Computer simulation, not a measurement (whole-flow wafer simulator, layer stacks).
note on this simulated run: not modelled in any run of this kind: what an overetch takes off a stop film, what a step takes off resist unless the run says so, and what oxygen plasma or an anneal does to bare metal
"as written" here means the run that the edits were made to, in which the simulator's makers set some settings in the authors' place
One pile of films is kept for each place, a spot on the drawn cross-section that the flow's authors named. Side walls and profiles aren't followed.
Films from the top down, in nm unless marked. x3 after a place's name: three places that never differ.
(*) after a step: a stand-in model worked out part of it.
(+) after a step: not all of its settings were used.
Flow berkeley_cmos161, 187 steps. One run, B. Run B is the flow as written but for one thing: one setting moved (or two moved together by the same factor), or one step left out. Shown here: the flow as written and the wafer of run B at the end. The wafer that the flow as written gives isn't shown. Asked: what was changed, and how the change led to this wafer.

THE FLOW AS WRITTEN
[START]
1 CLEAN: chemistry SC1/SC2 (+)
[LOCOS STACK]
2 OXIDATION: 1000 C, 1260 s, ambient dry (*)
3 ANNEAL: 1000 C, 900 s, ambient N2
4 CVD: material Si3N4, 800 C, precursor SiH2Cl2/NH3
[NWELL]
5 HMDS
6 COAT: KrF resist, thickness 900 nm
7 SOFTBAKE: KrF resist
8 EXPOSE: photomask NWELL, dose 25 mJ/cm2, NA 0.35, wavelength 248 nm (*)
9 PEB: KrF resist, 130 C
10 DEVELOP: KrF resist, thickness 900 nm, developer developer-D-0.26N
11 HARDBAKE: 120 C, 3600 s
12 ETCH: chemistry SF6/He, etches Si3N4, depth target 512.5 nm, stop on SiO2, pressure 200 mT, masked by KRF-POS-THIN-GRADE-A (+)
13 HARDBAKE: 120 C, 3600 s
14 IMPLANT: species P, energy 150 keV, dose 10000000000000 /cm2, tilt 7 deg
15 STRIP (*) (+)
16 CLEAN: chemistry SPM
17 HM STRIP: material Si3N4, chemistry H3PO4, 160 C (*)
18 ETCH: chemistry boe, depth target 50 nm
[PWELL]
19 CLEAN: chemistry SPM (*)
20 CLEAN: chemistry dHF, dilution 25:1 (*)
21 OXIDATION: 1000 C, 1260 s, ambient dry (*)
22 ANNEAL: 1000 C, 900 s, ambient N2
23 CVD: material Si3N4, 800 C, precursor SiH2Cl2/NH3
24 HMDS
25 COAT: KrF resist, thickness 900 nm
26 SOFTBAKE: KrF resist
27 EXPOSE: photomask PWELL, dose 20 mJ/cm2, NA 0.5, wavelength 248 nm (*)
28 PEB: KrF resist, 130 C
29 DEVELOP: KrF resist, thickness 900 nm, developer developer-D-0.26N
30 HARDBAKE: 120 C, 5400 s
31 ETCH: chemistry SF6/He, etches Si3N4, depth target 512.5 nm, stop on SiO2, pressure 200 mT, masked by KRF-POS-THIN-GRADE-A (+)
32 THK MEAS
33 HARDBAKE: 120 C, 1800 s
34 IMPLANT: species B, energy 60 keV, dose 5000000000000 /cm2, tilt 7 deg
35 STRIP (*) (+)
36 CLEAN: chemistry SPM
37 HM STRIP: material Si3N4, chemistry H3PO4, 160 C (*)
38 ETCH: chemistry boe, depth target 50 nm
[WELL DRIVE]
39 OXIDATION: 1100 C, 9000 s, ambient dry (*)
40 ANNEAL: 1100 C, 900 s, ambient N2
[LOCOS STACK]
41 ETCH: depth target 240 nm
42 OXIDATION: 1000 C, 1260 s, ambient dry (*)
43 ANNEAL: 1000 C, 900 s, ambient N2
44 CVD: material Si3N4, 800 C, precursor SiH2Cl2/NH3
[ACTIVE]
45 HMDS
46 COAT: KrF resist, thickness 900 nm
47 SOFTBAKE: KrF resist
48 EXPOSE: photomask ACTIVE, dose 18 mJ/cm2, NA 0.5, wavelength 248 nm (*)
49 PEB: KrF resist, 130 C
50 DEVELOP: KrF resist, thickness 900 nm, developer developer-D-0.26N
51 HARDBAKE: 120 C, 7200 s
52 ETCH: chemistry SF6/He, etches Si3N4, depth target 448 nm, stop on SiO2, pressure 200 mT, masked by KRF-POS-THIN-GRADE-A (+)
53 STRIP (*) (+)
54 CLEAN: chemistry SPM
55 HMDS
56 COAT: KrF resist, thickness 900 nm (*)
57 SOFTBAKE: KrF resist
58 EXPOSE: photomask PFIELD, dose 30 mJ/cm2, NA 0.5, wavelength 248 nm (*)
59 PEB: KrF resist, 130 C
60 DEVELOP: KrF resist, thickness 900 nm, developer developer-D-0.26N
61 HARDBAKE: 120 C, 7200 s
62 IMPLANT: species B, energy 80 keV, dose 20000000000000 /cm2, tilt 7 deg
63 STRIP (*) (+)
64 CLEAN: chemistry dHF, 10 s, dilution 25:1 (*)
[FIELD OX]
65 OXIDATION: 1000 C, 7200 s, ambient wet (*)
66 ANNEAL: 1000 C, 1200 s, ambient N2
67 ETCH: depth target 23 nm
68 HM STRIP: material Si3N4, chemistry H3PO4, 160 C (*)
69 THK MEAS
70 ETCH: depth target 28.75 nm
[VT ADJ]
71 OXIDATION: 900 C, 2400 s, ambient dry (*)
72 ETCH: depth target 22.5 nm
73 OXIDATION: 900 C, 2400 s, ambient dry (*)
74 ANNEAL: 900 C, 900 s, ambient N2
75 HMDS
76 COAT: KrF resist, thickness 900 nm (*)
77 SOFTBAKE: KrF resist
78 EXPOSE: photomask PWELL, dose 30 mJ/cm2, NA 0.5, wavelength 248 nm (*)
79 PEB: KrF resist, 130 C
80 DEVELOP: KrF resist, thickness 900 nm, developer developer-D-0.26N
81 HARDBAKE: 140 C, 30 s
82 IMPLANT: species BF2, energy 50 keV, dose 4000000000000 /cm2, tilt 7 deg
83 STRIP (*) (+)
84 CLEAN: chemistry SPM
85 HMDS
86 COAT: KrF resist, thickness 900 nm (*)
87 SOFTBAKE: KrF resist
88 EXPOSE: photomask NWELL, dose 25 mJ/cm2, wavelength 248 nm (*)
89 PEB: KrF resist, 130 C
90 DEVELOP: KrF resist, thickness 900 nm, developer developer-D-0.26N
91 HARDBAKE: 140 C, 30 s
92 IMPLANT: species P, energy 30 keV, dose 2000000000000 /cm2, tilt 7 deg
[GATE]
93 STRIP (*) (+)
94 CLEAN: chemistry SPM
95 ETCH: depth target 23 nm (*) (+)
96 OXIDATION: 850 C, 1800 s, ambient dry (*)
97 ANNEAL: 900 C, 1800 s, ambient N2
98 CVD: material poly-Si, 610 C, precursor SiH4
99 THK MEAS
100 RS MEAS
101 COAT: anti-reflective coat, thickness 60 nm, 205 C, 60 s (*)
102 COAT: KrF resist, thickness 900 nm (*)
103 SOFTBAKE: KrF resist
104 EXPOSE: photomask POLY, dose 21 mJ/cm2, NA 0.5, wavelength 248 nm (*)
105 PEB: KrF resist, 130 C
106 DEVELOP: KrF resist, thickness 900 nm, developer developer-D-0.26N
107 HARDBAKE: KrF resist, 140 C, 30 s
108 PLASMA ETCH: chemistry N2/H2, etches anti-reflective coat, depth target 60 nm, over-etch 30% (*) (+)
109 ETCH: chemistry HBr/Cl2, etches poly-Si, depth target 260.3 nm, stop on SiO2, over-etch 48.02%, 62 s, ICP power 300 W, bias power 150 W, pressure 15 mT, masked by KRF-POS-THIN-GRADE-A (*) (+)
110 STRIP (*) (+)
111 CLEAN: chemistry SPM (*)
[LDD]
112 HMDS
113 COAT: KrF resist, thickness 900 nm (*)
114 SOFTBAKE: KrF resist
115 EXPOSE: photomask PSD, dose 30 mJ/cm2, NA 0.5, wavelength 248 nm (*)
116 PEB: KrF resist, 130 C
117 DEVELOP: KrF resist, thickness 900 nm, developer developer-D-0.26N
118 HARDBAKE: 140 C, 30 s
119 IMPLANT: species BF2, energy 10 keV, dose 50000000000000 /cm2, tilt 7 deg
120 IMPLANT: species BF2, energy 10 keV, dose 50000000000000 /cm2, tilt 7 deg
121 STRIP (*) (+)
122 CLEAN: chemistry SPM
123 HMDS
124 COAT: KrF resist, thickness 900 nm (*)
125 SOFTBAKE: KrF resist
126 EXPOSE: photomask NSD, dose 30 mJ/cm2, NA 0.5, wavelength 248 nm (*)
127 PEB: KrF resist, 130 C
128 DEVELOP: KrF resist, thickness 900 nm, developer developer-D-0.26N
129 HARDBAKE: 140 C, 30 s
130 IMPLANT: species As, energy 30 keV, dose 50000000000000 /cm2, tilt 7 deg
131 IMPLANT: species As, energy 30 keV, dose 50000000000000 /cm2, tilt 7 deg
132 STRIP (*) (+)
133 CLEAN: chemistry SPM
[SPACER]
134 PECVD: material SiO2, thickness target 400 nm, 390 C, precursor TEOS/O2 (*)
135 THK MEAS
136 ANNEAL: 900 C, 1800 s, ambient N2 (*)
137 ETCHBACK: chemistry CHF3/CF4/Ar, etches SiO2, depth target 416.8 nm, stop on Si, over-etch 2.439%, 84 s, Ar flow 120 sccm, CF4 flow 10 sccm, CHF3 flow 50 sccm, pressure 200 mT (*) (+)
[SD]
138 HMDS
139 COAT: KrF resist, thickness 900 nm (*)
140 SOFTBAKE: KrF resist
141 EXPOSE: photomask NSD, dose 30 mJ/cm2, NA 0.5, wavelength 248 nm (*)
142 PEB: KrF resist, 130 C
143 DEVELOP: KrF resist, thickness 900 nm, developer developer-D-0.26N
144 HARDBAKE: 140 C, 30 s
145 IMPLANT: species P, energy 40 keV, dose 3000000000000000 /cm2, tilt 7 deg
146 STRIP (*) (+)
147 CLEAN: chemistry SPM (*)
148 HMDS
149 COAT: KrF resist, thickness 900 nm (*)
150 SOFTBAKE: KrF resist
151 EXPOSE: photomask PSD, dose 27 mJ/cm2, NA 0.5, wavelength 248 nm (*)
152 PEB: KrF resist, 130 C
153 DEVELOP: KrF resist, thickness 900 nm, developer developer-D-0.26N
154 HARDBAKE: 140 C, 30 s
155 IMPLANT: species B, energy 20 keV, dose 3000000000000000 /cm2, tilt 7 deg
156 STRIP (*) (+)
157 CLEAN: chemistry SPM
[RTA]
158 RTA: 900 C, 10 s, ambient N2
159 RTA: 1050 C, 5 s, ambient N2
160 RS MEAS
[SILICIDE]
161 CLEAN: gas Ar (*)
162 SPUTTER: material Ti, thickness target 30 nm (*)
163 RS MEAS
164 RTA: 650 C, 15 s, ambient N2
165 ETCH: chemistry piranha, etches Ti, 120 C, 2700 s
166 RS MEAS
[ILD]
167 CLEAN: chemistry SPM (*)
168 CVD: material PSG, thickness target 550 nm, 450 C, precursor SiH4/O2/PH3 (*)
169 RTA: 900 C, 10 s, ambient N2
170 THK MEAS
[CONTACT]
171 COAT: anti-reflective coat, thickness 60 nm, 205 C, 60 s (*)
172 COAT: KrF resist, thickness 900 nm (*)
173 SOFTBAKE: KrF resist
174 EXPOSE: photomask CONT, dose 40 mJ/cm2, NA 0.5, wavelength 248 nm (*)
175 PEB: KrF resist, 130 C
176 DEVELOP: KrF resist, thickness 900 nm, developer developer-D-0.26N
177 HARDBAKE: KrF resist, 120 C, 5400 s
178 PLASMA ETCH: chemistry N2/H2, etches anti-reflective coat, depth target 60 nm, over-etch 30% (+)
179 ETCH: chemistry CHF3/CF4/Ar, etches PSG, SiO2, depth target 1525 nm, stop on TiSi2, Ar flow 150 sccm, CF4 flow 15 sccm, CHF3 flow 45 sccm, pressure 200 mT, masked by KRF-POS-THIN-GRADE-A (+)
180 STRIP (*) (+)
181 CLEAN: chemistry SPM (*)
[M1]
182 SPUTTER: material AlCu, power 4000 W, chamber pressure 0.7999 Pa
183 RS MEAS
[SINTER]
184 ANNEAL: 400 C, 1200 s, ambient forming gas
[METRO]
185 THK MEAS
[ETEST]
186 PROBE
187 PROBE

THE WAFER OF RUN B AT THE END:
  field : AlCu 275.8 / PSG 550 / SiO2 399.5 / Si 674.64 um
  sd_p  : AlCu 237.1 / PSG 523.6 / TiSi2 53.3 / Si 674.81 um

The cause: step 72, ETCH: depth target 31.5 nm was run, where the flow has depth target 22.5 nm.

How the change led to this, step by step:
  72 ETCH: depth target 22.5 nm
      field: SiO2 -31.5 (as written it would be: SiO2 -22.5)
  101 COAT: anti-reflective coat, thickness 60 nm, 205 C, 60 s (*)
      sd_n: anti-reflective coat +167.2 (new film) (as written it would be: anti-reflective coat +173.5 (new film))
      spacer_n: anti-reflective coat +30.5 (new film) (as written it would be: anti-reflective coat +28.7 (new film))
      (and at 4 more places)
  108 PLASMA ETCH: chemistry N2/H2, etches anti-reflective coat, depth target 60 nm, over-etch 30% (*) (+)
      sd_n: anti-reflective coat -167.2 (all of it), poly-Si -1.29 (as written it would be: anti-reflective coat -173.5 (all of it), poly-Si -1.33)
      spacer_n: anti-reflective coat -30.5 (all of it), poly-Si -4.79 (as written it would be: anti-reflective coat -28.7 (all of it), poly-Si -5.05)
      (and at 2 more places)
  110 STRIP (*) (+)
      gate_n: chemical SiO2 +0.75 (new film), KrF resist -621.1 (all of it), anti-reflective coat -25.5 (all of it), poly-Si -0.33 (as written it would be: chemical SiO2 +0.75 (new film), KrF resist -626.8 (all of it), anti-reflective coat -23.7 (all of it), poly-Si -0.33)
      gate_p: chemical SiO2 +0.75 (new film), KrF resist -594.6 (all of it), anti-reflective coat -28.9 (all of it), poly-Si -0.33 (as written it would be: chemical SiO2 +0.75 (new film), KrF resist -598.2 (all of it), anti-reflective coat -27.9 (all of it), poly-Si -0.33)
  171 COAT: anti-reflective coat, thickness 60 nm, 205 C, 60 s (*)
      sd_n: anti-reflective coat +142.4 (new film) (as written it would be: anti-reflective coat +149.7 (new film))
      m1: anti-reflective coat +95.6 (new film) (as written it would be: anti-reflective coat +97.8 (new film))
  180 STRIP (*) (+)
      sd_n: KrF resist -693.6 (all of it), anti-reflective coat -142.4 (all of it) (as written it would be: KrF resist -692.5 (all of it), anti-reflective coat -149.7 (all of it))
      m1: KrF resist -736.3 (all of it), anti-reflective coat -95.6 (all of it) (as written it would be: KrF resist -739.9 (all of it), anti-reflective coat -97.8 (all of it))
